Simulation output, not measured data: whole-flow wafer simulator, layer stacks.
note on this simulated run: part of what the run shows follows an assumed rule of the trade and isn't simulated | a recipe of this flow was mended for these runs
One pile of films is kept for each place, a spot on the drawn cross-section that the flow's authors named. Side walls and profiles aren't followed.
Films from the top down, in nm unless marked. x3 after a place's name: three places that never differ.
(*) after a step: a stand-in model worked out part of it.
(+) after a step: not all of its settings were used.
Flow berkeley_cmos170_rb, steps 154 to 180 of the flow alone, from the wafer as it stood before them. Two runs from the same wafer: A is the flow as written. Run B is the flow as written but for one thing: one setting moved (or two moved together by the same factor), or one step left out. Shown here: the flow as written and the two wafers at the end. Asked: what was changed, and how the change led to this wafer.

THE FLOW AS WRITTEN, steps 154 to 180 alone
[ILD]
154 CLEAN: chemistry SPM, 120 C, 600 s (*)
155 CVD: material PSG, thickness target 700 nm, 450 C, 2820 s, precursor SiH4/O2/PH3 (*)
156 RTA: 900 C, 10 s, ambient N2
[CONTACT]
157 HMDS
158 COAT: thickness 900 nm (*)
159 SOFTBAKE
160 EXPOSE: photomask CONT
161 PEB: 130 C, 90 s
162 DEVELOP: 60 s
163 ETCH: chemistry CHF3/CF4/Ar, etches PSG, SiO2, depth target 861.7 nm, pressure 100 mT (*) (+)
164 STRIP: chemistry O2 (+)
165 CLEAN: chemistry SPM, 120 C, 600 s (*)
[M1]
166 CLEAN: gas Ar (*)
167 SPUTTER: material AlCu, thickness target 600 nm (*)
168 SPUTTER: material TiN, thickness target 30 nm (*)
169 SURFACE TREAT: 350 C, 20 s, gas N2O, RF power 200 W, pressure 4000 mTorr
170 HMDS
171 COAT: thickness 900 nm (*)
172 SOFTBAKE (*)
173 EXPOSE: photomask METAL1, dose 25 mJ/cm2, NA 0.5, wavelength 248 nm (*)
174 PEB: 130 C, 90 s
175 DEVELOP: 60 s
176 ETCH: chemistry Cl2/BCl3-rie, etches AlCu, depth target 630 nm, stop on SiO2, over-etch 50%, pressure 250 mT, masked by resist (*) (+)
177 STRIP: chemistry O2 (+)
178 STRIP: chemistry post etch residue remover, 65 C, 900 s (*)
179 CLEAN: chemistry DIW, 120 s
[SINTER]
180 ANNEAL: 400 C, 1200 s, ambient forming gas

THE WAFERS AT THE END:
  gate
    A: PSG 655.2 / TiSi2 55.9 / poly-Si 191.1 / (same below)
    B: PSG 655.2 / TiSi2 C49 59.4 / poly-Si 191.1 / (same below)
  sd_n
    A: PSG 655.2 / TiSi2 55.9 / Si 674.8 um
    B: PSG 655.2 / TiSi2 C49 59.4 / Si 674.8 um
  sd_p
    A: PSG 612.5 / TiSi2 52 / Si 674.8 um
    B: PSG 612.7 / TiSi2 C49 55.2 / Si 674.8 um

The cause: step 156, RTA: 640 C was run, where the flow has 900 C.

How the change led to this, step by step:
  156 RTA: 900 C, 10 s, ambient N2
      sd_n, contact, m1: A under 1 film: TiSi2 +55.9 (new film), TiSi first -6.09 (all of it), TiSi2 C49 -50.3 (all of it), Si -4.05 | B under 1 film: TiSi first -6.09 (all of it), TiSi2 C49 +9.06, Si -4.05
      gate, gate_p: A under 1 film: TiSi2 +55.9 (new film), TiSi first -6.09 (all of it), TiSi2 C49 -50.3 (all of it), poly-Si -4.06 | B under 1 film: TiSi first -6.09 (all of it), TiSi2 C49 +9.06, poly-Si -4.06
      (and at 1 more place)
  163 ETCH: chemistry CHF3/CF4/Ar, etches PSG, SiO2, depth target 861.7 nm, pressure 100 mT (*) (+)
      contact: A PSG -700 (all of it), TiSi2 -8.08 | B PSG -700 (all of it)
  166 CLEAN: gas Ar (*)
      contact: A TiSi2 -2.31 | B TiSi2 C49 -2.44
